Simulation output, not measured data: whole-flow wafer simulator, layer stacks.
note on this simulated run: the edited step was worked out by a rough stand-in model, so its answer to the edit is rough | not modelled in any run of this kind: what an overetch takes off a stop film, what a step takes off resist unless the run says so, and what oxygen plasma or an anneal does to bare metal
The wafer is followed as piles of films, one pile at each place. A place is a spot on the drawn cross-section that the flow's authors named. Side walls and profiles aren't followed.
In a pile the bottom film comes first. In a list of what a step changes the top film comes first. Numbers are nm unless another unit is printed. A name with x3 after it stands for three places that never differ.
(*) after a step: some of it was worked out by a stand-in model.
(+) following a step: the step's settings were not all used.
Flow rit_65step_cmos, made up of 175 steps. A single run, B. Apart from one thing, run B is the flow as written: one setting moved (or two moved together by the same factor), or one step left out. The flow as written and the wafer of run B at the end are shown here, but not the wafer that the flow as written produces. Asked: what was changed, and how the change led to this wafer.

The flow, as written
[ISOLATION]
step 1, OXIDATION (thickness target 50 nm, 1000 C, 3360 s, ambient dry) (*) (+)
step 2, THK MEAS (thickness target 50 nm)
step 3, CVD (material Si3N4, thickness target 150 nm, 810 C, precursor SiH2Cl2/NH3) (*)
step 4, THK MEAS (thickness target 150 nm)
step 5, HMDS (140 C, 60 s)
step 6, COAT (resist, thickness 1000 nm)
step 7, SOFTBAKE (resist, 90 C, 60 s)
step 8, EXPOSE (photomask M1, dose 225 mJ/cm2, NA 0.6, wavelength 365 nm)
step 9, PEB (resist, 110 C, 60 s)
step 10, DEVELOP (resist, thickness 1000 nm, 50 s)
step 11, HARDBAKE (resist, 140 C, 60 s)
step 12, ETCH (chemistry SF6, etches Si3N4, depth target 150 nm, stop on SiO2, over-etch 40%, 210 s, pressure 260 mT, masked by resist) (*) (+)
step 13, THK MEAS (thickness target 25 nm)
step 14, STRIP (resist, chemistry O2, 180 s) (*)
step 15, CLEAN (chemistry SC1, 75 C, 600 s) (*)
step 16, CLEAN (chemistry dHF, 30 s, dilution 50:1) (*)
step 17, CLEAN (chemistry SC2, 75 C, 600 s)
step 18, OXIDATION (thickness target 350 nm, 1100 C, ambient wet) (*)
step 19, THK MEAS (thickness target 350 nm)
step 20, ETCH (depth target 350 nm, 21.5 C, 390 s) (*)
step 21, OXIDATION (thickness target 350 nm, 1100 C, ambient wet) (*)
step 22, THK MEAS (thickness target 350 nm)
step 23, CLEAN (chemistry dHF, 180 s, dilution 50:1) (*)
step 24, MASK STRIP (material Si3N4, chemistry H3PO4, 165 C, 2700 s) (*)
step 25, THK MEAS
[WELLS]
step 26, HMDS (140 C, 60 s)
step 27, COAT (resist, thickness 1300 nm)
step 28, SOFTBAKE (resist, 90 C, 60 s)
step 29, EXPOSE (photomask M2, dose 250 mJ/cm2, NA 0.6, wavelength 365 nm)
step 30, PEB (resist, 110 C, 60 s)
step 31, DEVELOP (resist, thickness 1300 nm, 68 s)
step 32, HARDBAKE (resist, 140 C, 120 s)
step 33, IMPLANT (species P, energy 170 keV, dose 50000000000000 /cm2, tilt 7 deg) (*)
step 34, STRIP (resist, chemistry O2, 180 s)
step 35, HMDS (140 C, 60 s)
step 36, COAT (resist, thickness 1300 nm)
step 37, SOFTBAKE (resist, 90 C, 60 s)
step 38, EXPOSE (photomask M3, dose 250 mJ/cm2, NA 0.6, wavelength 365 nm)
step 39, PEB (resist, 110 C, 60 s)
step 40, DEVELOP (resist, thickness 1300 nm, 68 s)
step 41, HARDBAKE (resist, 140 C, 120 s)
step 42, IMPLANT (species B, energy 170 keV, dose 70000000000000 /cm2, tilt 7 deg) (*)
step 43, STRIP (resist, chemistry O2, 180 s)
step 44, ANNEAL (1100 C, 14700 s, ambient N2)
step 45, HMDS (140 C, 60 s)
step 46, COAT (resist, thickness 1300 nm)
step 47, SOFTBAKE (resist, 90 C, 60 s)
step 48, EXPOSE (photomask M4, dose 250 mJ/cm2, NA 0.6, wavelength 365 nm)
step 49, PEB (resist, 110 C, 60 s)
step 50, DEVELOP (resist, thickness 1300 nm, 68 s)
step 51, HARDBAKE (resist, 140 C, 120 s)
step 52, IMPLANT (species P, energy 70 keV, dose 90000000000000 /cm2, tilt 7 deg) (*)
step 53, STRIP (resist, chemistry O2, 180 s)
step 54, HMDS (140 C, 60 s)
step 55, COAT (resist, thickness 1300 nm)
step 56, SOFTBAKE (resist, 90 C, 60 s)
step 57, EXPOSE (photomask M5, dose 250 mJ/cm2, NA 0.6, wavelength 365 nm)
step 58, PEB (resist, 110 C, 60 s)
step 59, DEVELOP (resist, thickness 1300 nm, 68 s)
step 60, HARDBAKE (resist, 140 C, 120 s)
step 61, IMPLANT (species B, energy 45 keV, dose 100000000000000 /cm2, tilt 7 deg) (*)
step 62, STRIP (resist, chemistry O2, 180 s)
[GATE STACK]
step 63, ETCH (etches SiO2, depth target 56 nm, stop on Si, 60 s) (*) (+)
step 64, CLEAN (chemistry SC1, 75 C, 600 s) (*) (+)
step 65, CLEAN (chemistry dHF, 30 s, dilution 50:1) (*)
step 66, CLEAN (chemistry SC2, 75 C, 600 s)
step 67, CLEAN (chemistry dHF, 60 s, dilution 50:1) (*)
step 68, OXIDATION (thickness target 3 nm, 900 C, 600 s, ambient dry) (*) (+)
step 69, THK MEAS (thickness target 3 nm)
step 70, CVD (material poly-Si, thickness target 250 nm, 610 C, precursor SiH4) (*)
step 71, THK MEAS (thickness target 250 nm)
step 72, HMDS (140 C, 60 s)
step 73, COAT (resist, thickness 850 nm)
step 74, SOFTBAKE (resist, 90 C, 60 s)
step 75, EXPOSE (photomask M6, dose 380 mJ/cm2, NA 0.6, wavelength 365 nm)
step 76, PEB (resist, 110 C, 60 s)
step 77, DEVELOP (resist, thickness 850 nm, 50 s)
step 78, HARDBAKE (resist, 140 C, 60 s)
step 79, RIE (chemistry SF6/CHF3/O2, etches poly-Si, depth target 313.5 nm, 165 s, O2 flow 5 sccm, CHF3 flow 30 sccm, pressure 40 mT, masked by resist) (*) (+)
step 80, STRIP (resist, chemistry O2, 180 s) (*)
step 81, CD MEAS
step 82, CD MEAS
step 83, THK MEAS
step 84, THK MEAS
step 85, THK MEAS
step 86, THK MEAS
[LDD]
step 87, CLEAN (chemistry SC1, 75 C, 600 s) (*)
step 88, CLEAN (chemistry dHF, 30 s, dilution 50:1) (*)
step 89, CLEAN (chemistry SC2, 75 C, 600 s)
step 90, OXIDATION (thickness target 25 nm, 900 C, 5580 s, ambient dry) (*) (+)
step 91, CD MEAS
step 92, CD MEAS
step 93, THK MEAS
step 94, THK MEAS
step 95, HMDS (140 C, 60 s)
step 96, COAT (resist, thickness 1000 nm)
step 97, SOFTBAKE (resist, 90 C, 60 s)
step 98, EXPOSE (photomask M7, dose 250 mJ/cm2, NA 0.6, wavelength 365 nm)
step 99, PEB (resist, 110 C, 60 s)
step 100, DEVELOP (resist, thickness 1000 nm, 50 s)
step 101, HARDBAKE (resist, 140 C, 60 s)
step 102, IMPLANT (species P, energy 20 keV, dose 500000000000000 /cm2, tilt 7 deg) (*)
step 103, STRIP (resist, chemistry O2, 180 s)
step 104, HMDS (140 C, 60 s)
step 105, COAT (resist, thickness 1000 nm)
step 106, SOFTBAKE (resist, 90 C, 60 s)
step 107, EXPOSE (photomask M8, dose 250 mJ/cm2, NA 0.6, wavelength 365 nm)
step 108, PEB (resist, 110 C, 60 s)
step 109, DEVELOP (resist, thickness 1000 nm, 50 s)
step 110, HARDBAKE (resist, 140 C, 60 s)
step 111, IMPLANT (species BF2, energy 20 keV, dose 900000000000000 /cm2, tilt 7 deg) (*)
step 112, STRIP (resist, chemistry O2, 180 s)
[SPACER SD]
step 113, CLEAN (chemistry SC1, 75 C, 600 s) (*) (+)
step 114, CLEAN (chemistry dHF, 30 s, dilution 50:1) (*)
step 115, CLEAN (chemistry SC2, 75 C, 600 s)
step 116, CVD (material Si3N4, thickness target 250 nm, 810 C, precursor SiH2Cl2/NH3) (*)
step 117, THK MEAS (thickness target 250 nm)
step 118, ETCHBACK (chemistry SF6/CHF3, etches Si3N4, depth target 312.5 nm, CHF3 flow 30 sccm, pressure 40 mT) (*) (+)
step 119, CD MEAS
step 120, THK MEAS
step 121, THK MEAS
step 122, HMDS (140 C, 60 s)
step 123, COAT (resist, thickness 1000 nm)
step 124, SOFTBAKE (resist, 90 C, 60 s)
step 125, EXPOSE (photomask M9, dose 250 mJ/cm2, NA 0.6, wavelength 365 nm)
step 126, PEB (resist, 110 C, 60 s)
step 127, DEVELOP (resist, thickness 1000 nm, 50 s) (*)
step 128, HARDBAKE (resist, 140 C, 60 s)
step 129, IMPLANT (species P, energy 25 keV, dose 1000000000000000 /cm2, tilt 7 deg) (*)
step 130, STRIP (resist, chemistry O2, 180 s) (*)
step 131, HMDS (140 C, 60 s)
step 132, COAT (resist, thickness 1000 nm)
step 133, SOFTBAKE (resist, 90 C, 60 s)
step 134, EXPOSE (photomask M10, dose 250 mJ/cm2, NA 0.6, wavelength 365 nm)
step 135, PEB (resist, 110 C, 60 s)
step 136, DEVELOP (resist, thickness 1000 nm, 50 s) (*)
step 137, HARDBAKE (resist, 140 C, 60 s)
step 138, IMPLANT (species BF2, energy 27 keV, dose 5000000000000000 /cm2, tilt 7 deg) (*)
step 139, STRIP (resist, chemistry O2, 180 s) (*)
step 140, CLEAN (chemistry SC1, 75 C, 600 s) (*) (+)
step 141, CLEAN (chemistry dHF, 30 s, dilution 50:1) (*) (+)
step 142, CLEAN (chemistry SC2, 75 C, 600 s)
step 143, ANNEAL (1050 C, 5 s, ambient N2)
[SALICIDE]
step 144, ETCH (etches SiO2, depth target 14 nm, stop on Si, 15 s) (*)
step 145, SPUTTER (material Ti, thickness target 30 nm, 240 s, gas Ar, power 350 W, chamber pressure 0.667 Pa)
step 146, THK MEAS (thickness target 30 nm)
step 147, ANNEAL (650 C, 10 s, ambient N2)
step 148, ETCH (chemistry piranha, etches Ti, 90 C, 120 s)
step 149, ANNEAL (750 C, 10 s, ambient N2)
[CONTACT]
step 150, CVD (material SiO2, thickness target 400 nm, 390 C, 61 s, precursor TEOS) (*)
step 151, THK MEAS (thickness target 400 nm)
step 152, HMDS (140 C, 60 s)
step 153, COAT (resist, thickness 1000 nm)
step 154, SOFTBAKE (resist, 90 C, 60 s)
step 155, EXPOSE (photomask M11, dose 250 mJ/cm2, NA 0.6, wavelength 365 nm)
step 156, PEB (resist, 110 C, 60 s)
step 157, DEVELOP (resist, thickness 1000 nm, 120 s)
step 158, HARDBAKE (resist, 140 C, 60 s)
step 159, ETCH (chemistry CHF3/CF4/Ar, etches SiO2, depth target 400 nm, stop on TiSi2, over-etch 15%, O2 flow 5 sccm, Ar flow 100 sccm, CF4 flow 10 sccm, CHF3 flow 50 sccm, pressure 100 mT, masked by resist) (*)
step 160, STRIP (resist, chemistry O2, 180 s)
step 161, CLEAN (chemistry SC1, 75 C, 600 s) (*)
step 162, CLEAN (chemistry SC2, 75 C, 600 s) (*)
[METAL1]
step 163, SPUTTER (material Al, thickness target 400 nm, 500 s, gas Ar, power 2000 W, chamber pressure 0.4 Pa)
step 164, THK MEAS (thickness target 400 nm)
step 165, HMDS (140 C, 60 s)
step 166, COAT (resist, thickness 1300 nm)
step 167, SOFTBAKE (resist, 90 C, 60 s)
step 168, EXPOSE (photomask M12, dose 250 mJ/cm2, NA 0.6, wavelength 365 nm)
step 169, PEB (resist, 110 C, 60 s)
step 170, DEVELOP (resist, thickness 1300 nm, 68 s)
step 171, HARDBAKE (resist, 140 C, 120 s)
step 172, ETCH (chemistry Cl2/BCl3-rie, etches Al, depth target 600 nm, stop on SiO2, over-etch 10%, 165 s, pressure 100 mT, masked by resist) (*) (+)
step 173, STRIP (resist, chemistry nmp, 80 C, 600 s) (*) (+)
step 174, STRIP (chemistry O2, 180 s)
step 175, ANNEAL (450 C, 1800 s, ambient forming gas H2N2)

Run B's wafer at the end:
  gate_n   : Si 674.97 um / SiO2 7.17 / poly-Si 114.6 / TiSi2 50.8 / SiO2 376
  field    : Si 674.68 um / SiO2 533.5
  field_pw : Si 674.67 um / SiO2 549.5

The reason: step 63, ETCH: 45 s was run, though the flow has 60 s.

Step by step, how the change led to this:
  step 63, ETCH (etches SiO2, depth target 56 nm, stop on Si, 60 s) (*) (+)
      active_n, active_p, gate_n and 7 more: -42 SiO2 (as written it would have been: -45.4 SiO2 (all of it), -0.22 Si)
      field, field_pw, field_nw, field_p: -42 SiO2 (as written it would have been: -56 SiO2)
  step 64, CLEAN (chemistry SC1, 75 C, 600 s) (*) (+)
      active_n, active_p, gate_n and 7 more: -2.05 SiO2 (as written it would have been: +0.6 chemical SiO2 (new film), -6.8 Si)
  step 65, CLEAN (chemistry dHF, 30 s, dilution 50:1) (*)
      gate_n, gate_p, spacer, spacer_p, sd_n, sd_p, contact, m1: -1.38 SiO2 (all of it) (as written it would have been: -0.6 chemical SiO2 (all of it))
      active_n, active_p: -1.35 SiO2 (all of it) (as written it would have been: -0.6 chemical SiO2 (all of it))
